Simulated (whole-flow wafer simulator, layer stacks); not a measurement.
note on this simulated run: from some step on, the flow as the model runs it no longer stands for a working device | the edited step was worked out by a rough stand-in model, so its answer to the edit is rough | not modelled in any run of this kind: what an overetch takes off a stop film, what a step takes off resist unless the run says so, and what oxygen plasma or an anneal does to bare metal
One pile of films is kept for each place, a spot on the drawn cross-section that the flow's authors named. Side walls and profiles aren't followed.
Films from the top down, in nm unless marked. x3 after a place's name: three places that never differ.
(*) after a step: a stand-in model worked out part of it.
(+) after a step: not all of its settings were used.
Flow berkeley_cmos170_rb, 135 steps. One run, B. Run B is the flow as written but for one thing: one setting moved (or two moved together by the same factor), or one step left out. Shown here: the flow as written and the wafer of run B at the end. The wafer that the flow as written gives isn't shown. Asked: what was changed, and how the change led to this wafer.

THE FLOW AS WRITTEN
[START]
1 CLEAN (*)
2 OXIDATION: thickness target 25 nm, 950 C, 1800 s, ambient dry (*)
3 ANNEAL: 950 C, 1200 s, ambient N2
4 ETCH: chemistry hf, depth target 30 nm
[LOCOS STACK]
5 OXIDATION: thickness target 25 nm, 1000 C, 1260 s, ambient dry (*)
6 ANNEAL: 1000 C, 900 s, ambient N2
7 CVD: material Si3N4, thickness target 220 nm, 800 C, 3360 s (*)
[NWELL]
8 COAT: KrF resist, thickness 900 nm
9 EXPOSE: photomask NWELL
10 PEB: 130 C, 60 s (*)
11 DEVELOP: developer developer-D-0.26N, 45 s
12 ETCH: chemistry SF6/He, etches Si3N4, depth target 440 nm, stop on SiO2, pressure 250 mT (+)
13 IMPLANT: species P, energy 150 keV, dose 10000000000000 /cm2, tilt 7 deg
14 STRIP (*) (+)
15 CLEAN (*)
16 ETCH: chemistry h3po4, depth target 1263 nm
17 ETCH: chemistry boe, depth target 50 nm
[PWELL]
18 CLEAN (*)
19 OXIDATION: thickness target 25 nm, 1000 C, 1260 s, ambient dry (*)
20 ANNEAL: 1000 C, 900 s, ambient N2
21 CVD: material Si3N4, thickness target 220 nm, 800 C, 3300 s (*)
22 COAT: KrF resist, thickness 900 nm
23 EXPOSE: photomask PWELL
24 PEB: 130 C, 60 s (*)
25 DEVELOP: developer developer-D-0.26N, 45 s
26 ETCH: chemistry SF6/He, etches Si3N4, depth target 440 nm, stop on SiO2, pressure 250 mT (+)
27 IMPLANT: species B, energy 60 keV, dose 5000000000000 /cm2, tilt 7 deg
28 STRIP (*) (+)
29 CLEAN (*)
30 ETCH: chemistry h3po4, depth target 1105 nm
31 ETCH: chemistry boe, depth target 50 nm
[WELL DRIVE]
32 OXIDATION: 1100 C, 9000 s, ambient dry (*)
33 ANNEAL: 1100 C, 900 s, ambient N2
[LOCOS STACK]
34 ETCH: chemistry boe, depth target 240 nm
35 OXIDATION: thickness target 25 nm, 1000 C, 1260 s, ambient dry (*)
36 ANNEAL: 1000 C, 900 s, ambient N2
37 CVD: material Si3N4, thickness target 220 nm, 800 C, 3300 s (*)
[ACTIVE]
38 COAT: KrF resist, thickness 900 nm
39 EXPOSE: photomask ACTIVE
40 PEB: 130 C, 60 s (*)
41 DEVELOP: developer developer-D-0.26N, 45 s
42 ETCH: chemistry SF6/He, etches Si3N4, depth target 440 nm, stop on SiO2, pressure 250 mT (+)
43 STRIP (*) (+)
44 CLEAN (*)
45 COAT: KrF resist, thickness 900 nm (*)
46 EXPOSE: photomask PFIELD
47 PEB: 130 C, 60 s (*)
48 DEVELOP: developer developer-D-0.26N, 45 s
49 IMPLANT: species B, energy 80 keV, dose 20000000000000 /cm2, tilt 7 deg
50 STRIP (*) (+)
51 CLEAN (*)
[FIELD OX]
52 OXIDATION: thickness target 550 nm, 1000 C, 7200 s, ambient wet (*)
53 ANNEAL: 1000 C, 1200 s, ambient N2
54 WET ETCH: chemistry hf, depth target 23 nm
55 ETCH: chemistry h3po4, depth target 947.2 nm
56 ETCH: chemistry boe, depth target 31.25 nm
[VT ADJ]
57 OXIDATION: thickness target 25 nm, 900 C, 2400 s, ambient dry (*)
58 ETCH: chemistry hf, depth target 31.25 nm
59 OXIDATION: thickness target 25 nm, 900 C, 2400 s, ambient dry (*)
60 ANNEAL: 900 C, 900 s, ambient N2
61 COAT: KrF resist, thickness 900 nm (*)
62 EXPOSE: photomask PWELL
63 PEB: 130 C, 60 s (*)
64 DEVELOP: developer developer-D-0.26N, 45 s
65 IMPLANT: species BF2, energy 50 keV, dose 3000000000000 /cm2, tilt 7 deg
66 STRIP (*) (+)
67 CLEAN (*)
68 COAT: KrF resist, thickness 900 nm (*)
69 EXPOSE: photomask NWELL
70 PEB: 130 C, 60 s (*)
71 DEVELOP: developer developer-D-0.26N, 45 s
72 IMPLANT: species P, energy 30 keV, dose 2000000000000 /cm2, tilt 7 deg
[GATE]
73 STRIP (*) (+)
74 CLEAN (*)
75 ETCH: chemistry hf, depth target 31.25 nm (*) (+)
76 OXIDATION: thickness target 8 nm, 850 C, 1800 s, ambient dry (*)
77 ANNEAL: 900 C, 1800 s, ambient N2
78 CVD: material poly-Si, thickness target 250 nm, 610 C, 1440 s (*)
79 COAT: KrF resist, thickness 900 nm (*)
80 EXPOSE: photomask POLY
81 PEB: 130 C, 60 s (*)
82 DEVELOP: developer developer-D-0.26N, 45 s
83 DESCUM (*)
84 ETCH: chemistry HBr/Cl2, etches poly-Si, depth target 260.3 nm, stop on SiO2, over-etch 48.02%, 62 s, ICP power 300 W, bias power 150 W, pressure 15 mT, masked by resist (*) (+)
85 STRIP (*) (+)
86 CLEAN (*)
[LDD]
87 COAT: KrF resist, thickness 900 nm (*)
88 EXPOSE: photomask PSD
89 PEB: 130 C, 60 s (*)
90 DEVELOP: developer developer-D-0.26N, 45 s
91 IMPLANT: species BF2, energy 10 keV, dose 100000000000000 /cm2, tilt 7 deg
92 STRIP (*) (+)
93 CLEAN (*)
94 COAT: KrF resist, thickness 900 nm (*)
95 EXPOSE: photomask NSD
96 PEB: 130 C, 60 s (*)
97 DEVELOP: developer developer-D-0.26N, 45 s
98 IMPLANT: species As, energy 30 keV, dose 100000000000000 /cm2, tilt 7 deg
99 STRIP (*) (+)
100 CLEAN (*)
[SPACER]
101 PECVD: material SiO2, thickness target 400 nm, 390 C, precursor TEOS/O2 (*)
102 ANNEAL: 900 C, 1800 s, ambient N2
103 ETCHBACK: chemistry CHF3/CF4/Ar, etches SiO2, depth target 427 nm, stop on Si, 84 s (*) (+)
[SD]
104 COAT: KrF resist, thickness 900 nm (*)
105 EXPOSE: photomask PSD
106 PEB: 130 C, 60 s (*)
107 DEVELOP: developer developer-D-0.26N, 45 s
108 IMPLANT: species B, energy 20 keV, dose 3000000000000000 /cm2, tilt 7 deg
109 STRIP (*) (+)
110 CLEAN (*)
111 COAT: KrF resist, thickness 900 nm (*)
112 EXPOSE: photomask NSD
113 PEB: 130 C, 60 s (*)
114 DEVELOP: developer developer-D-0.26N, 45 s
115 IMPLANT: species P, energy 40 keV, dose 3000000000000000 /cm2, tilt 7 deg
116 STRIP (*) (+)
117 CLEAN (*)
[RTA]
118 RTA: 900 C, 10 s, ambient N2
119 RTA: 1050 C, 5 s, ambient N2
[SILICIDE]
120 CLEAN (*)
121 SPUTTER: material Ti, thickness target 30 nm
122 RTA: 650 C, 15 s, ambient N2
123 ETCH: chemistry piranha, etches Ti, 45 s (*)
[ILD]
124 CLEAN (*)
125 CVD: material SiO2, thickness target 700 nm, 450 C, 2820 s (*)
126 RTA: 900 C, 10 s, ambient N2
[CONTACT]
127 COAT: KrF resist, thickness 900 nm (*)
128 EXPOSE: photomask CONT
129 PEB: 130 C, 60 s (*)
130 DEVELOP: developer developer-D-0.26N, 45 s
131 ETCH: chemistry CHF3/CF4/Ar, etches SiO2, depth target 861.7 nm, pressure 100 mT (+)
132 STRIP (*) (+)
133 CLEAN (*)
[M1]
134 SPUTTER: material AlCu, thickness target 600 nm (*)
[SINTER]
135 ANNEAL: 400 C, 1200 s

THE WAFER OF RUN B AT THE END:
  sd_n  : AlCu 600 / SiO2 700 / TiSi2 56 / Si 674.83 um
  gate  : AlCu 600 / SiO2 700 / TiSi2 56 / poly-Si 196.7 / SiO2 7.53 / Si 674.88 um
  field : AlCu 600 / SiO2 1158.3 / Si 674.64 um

The cause: step 32, OXIDATION: 1045 C was run, where the flow has 1100 C.

How the change led to this, step by step:
  32 OXIDATION: 1100 C, 9000 s, ambient dry (*)
      field, sd_n, spacer_n and 6 more: SiO2 +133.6 (new film), Si -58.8 (as written it would be: SiO2 +197.6 (new film), Si -86.9)
  34 ETCH: chemistry boe, depth target 240 nm
      field, sd_n, spacer_n and 6 more: SiO2 -133.6 (all of it) (as written it would be: SiO2 -197.6 (all of it))
